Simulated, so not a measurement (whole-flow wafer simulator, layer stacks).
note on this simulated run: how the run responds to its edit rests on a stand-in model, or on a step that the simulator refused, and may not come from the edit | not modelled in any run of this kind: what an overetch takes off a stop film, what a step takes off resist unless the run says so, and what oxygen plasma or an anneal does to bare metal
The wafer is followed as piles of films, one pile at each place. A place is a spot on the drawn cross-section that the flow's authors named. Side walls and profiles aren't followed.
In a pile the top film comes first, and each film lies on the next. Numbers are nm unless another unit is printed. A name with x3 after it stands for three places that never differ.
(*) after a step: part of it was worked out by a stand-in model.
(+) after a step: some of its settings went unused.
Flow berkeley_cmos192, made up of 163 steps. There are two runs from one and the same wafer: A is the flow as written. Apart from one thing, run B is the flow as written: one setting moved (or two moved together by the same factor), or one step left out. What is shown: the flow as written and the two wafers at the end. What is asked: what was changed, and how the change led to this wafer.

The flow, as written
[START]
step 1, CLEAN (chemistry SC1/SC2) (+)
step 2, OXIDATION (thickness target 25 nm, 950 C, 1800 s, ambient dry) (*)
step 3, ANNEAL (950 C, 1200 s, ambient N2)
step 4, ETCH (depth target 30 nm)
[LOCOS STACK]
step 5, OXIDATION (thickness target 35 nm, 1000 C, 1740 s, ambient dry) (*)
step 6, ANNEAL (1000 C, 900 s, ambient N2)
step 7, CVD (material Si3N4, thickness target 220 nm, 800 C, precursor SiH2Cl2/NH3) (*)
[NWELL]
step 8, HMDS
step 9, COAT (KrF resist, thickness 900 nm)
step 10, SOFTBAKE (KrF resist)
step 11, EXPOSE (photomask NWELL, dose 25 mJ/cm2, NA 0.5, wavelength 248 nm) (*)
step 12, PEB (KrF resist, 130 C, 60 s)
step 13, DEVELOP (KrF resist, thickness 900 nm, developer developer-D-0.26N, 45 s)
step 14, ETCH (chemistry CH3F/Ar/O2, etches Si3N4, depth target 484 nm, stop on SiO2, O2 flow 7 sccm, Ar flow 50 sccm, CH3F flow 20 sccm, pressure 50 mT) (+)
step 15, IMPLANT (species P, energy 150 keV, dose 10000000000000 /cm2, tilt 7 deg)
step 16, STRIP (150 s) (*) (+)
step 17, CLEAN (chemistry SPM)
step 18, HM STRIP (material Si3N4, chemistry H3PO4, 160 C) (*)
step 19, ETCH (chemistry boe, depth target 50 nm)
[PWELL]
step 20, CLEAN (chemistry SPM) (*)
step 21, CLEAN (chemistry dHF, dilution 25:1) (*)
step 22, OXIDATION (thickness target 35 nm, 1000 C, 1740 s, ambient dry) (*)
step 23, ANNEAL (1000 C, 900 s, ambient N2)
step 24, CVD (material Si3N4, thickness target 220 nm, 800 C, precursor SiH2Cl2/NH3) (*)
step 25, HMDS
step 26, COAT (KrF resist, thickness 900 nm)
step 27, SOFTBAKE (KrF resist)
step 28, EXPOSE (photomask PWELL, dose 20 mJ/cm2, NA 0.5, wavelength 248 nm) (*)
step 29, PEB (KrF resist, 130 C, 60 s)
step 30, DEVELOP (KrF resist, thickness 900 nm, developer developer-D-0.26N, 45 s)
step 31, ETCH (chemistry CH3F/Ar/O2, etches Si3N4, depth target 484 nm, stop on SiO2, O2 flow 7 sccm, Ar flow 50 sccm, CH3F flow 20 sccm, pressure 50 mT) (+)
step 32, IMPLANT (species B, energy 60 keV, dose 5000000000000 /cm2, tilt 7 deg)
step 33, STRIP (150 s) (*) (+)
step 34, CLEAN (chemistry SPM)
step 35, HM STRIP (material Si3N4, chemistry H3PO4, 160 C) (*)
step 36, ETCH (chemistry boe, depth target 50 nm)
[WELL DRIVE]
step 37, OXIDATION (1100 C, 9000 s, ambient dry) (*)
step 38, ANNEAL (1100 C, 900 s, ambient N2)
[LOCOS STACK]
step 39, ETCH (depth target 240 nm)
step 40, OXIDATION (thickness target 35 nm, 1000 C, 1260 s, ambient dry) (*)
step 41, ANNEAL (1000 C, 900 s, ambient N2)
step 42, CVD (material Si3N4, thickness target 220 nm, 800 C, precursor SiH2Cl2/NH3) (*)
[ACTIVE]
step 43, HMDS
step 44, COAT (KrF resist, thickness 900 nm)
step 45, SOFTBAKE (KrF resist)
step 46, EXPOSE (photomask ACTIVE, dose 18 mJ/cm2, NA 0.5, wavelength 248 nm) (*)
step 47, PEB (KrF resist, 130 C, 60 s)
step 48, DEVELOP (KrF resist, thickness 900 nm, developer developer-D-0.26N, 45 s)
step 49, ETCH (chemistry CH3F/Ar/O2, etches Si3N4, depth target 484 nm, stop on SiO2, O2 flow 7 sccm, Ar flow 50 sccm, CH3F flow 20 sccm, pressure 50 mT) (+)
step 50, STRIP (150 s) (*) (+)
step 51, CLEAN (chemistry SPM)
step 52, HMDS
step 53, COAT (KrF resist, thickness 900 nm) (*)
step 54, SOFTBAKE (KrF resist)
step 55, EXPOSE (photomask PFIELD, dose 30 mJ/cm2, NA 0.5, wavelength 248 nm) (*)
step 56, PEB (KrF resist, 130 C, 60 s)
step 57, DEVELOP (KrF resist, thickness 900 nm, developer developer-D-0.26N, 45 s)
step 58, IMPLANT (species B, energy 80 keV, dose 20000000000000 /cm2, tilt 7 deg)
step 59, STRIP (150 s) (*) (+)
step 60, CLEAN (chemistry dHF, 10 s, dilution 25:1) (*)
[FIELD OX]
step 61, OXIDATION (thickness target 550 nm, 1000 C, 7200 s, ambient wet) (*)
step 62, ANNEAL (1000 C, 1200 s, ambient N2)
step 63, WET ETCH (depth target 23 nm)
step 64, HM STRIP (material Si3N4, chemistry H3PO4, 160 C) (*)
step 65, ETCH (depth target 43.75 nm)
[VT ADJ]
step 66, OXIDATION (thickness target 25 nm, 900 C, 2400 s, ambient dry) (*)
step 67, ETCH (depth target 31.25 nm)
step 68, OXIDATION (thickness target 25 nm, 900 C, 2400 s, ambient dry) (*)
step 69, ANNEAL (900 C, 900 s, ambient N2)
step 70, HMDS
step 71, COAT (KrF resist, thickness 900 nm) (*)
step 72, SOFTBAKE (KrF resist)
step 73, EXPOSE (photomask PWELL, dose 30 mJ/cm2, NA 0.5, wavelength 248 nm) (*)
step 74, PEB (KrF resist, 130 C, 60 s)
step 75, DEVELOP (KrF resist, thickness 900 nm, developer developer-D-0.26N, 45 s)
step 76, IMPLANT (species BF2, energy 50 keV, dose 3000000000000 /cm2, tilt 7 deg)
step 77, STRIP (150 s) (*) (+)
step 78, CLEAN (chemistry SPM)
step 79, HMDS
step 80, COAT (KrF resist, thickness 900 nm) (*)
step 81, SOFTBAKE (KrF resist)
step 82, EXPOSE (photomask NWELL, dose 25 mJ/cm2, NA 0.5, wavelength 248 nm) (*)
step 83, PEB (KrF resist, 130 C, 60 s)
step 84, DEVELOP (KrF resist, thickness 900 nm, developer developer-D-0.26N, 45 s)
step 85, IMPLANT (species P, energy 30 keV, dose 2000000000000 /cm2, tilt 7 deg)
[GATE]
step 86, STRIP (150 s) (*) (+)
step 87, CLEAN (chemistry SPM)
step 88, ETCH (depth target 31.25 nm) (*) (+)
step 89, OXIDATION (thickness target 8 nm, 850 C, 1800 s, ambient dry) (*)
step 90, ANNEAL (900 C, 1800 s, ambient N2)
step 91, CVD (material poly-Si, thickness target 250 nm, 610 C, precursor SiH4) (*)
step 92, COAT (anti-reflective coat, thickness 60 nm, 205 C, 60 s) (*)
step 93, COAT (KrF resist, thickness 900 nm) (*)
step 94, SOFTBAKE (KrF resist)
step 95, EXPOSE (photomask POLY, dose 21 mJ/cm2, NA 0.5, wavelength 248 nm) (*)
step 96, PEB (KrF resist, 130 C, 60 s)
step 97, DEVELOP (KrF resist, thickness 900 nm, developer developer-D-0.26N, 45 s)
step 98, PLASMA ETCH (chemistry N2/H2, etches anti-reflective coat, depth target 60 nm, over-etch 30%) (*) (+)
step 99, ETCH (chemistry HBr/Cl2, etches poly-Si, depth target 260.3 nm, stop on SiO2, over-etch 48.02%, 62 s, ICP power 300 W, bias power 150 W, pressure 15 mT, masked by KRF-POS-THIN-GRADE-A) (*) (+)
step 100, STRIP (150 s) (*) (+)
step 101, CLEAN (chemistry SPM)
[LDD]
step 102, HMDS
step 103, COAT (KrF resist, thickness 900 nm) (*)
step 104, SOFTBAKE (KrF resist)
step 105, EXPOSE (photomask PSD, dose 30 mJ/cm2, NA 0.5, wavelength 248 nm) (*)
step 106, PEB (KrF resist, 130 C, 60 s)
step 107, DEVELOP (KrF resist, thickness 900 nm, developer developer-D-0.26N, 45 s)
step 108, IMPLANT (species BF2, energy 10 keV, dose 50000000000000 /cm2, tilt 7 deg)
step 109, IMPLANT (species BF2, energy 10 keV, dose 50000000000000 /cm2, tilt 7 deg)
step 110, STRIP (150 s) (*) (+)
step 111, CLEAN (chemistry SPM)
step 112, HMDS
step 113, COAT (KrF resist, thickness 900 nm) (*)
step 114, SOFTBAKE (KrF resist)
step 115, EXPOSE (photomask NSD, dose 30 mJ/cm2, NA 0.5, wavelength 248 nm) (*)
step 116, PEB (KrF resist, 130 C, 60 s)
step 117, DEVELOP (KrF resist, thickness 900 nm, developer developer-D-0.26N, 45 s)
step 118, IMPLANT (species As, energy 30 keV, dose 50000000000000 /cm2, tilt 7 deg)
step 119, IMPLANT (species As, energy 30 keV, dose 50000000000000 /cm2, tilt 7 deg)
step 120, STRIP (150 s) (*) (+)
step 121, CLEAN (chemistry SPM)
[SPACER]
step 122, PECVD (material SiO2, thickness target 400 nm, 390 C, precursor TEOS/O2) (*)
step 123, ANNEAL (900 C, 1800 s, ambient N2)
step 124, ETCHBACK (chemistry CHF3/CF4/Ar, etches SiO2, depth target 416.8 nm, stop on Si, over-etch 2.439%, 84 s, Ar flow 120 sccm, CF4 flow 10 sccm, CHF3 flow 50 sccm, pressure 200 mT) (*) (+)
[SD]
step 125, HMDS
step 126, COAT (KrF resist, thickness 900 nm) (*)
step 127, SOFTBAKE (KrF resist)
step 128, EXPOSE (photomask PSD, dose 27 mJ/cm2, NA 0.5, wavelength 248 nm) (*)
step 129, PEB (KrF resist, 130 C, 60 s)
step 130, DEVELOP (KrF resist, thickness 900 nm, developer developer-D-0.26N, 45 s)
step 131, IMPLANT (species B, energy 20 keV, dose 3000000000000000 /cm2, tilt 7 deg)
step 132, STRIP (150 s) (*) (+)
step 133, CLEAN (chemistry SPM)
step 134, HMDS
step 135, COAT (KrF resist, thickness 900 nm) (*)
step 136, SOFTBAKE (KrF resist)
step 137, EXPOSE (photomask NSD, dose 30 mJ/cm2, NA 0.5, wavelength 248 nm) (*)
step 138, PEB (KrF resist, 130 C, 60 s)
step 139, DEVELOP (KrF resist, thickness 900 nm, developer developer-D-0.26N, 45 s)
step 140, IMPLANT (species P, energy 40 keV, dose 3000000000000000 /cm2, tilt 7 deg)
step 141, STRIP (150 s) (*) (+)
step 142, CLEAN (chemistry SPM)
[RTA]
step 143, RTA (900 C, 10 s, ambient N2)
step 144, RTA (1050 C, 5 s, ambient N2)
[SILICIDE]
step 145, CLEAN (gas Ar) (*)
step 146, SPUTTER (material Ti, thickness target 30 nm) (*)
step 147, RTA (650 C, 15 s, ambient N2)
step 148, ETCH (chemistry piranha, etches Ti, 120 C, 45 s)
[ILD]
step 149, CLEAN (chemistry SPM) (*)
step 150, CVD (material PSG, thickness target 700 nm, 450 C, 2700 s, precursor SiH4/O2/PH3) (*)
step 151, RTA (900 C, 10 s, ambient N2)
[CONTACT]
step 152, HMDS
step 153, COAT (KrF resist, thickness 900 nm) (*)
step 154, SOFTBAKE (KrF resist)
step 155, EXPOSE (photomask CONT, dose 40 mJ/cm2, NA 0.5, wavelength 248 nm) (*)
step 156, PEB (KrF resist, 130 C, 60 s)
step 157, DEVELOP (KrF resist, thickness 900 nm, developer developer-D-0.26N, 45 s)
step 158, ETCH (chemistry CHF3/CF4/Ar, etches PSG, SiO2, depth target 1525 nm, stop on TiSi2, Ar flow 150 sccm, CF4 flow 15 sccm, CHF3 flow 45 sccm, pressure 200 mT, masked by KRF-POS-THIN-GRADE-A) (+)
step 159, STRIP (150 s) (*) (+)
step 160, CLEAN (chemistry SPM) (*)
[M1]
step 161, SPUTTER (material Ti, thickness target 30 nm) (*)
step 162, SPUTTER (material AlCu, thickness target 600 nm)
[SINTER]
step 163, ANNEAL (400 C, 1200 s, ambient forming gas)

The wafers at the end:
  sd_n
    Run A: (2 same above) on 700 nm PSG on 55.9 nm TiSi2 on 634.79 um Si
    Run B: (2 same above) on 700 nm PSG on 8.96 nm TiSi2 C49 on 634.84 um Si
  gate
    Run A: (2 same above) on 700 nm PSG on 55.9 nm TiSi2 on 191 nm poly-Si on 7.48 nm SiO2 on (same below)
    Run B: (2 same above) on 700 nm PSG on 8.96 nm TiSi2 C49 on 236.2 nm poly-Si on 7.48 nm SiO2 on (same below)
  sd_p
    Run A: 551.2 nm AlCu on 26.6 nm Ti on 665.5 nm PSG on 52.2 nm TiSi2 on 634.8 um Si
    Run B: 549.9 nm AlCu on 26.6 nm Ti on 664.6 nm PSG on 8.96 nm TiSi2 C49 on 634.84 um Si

The reason: step 147, RTA: 520 C was run, though the flow has 650 C.

The path from the change to this, step by step:
  step 147, RTA (650 C, 15 s, ambient N2)
      sd_n, contact, m1: A -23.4 Ti, +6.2 TiSi first (new film), +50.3 TiSi2 C49 (new film), -49 Si | B -3.57 Ti, +6.11 TiSi first (new film), -4.05 Si
      gate, gate_p: A -23.4 Ti, +6.2 TiSi first (new film), +50.3 TiSi2 C49 (new film), -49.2 poly-Si | B -3.57 Ti, +6.11 TiSi first (new film), -4.07 poly-Si
      (also at 1 further place)
  step 148, ETCH (chemistry piranha, etches Ti, 120 C, 45 s)
      sd_n, gate, gate_p, contact, m1: A -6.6 Ti (all of it), -0.1 TiSi first | B -26.4 Ti (all of it), -0.08 TiSi first
      sd_p: A -6.17 Ti (all of it), -0.1 TiSi first | B -24.5 Ti (all of it), -0.09 TiSi first
  step 151, RTA (900 C, 10 s, ambient N2)
      sd_n, contact, m1: A under 1 film: +55.9 TiSi2 (new film), -6.09 TiSi first (all of it), -50.3 TiSi2 C49 (all of it), -4.05 Si | B under 1 film: +8.96 TiSi2 C49 (new film), -6.02 TiSi first (all of it), -4 Si
      gate, gate_p: A under 1 film: +55.9 TiSi2 (new film), -6.09 TiSi first (all of it), -50.3 TiSi2 C49 (all of it), -4.06 poly-Si | B under 1 film: +8.96 TiSi2 C49 (new film), -6.02 TiSi first (all of it), -4.02 poly-Si
      (also at 1 further place)
  step 158, ETCH (chemistry CHF3/CF4/Ar, etches PSG, SiO2, depth target 1525 nm, stop on TiSi2, Ar flow 150 sccm, CF4 flow 15 sccm, CHF3 flow 45 sccm, pressure 200 mT, masked by KRF-POS-THIN-GRADE-A) (+)
      contact: A -700 PSG (all of it), -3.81 TiSi2 | B -700 PSG (all of it)
